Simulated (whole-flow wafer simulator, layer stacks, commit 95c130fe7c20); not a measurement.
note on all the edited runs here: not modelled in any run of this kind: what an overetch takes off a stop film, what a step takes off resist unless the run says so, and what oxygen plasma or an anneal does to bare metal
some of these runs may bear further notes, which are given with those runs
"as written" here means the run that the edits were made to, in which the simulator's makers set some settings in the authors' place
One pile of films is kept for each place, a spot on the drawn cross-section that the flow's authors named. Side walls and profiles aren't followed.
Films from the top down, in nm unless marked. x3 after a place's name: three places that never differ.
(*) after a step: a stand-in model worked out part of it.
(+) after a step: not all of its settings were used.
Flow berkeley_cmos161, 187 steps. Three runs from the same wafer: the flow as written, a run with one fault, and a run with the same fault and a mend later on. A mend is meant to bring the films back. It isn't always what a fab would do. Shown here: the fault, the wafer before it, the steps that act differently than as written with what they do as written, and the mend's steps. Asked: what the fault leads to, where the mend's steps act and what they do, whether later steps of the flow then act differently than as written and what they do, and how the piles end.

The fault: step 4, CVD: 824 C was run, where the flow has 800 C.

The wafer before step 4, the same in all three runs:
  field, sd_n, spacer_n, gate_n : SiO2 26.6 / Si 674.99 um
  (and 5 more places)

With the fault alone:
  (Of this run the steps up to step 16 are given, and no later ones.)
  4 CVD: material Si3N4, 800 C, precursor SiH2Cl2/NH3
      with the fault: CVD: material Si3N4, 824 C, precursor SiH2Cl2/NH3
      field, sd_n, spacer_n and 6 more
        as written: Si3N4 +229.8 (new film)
        with the fault: Si3N4 +285 (new film)
  Later steps of the flow that act differently than as written (1 more step differs only slightly, by at most 2% or 0.5 nm, whichever is larger, and isn't shown):
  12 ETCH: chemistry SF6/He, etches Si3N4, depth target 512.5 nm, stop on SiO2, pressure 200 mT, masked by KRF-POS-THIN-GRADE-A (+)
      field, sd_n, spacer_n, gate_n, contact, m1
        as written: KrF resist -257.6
        with the fault: KrF resist -317.7
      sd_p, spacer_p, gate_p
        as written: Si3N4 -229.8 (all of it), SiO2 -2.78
        with the fault: Si3N4 -285 (all of it), SiO2 -2.78
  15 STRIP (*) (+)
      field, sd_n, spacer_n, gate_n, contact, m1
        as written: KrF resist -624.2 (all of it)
        with the fault: KrF resist -564.3 (all of it)
  After step 16 the piles differ from the flow's by more than 2% or 0.5 nm, whichever is larger, at field, sd_n, spacer_n, gate_n, contact, m1.
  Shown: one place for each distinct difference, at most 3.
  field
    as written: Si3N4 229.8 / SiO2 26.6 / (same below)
    with the fault: Si3N4 285 / SiO2 26.6 / (same below)

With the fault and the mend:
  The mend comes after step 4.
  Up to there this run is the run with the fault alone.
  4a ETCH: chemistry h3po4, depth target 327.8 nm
      field, sd_n, spacer_n and 6 more
        Si3N4 -285 (all of it)
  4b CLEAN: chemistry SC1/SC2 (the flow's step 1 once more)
      changes no film at any place that is followed
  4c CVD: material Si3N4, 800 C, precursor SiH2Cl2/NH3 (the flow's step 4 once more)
      field, sd_n, spacer_n and 6 more
        Si3N4 +229.8 (new film)
  No later step of the flow acts differently than as written at any place that is followed.
  At the end the piles are the same as the flow's at every place that both follow.
